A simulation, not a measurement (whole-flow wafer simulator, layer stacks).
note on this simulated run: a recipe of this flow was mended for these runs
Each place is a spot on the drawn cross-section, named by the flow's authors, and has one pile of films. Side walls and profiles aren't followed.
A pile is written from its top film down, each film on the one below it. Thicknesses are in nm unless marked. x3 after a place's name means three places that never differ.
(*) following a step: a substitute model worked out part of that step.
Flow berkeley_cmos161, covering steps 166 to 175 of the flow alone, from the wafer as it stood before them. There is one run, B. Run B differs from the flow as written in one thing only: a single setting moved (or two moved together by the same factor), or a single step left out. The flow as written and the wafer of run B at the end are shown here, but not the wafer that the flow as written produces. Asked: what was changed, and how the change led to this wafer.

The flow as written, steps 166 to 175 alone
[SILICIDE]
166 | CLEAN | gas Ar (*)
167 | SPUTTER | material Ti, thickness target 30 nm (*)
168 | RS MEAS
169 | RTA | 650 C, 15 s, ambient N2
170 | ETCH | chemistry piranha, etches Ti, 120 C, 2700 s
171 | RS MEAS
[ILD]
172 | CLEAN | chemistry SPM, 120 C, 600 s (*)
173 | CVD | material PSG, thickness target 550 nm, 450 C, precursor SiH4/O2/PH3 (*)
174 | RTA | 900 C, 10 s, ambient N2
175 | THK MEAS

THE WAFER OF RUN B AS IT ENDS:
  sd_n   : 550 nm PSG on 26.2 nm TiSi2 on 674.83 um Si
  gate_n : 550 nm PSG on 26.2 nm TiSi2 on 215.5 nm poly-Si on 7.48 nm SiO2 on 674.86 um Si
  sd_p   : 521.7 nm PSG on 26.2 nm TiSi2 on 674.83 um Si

The reason: step 167, SPUTTER: thickness target 15 nm was run, while the flow as written has thickness target 30 nm.

How this came from the change, step by step:
  167 | SPUTTER | material Ti, thickness target 30 nm (*)
      field, sd_n, spacer_n, gate_n, sd_p, spacer_p, gate_p, contact x2: +15 Ti (new film) (as written it would have been: +30 Ti (new film))
  169 | RTA | 650 C, 15 s, ambient N2
      sd_n, sd_p, contact x2: -11.7 Ti, +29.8 TiSi2 C49 (new film), -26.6 Si (as written it would have been: -23.4 Ti, +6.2 TiSi first (new film), +50.3 TiSi2 C49 (new film), -49 Si)
      gate_n, gate_p: -11.7 Ti, +29.8 TiSi2 C49 (new film), -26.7 poly-Si (as written it would have been: -23.4 Ti, +6.2 TiSi first (new film), +50.3 TiSi2 C49 (new film), -49.2 poly-Si)
  170 | ETCH | chemistry piranha, etches Ti, 120 C, 2700 s
      sd_n, gate_n, sd_p, gate_p, contact x2: -3.3 Ti (all of it), -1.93 TiSi2 C49 (as written it would have been: -6.6 Ti (all of it), -1.93 TiSi first)
      field, spacer_n, spacer_p: -15 Ti (all of it) (as written it would have been: -30 Ti (all of it))
  174 | RTA | 900 C, 10 s, ambient N2
      sd_n, sd_p, contact x2: under 1 film: +26.2 TiSi2 (new film), -27.8 TiSi2 C49 (all of it) (as written it would have been: under 1 film: +53.3 TiSi2 (new film), -4.27 TiSi first (all of it), -50.3 TiSi2 C49 (all of it), -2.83 Si)
      gate_n, gate_p: under 1 film: +26.2 TiSi2 (new film), -27.8 TiSi2 C49 (all of it) (as written it would have been: under 1 film: +53.3 TiSi2 (new film), -4.27 TiSi first (all of it), -50.3 TiSi2 C49 (all of it), -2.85 poly-Si)
